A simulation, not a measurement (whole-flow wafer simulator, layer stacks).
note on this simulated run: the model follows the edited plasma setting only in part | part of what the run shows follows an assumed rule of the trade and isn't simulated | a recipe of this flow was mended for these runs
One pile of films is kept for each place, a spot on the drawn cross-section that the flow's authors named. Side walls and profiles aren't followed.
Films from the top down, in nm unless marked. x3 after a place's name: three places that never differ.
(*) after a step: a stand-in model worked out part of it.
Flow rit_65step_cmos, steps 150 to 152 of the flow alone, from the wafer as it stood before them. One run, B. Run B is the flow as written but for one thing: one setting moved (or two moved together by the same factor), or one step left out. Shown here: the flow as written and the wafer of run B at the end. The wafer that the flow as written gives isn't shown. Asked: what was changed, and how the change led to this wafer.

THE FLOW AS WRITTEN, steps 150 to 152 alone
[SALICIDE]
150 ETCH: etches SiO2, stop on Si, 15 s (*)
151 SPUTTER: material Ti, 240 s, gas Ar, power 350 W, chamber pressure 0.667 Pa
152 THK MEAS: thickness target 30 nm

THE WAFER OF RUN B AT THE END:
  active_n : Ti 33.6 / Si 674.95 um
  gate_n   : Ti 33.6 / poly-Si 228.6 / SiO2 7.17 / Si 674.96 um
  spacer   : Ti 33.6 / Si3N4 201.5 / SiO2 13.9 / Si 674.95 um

The cause: step 151, SPUTTER: power 392 W was run, where the flow has power 350 W.

How the change led to this, step by step:
  151 SPUTTER: material Ti, 240 s, gas Ar, power 350 W, chamber pressure 0.667 Pa
      field, field_pw, field_nw and 11 more: Ti +33.6 (new film) (as written it would be: Ti +30 (new film))
